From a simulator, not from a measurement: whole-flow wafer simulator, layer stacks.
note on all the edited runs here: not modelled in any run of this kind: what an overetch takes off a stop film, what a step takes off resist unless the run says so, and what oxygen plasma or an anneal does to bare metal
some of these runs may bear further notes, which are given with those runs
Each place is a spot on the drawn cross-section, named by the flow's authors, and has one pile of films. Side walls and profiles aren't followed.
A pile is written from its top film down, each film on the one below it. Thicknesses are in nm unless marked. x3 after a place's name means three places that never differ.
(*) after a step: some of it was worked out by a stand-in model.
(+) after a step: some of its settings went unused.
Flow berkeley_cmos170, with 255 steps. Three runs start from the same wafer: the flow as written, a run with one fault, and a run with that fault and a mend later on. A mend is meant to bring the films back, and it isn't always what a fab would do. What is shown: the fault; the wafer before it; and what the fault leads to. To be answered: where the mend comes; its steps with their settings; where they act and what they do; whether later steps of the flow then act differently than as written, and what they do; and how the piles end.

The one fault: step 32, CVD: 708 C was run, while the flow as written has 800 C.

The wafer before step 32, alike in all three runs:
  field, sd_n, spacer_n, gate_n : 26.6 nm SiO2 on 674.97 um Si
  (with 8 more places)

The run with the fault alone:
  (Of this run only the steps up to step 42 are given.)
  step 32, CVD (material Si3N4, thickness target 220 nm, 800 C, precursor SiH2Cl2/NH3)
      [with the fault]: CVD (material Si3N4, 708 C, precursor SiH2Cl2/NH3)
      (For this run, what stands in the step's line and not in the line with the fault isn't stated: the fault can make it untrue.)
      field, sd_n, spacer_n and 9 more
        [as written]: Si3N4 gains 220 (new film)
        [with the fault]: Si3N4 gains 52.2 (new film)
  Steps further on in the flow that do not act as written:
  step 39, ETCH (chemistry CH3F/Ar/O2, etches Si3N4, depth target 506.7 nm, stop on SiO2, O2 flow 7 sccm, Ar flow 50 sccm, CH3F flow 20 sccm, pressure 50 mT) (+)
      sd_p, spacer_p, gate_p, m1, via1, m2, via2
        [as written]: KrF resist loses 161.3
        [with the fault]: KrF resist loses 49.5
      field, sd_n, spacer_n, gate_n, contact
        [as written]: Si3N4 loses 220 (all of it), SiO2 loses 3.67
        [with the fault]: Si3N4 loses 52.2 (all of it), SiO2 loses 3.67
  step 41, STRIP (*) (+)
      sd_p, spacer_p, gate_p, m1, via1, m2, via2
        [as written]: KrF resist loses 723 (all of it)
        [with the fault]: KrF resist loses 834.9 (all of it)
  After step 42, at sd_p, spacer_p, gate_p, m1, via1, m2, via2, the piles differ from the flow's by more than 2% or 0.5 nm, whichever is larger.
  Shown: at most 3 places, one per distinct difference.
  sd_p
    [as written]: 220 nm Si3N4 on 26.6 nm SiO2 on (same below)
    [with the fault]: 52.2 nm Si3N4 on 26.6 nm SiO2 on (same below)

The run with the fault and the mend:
  The mend follows step 32.
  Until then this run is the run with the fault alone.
  step 32a, CVD (material Si3N4, thickness target 168 nm, 800 C, precursor SiH2Cl2/NH3) (a further turn of the flow's step 32, with different settings)
      field, sd_n, spacer_n and 9 more
        Si3N4 gains 168
  Later steps of the flow that are run all act as written at every place that is followed, up to a difference of at most 2% or 0.5 nm, whichever is larger.
  At every place that both follow, the piles at the end match the flow's.
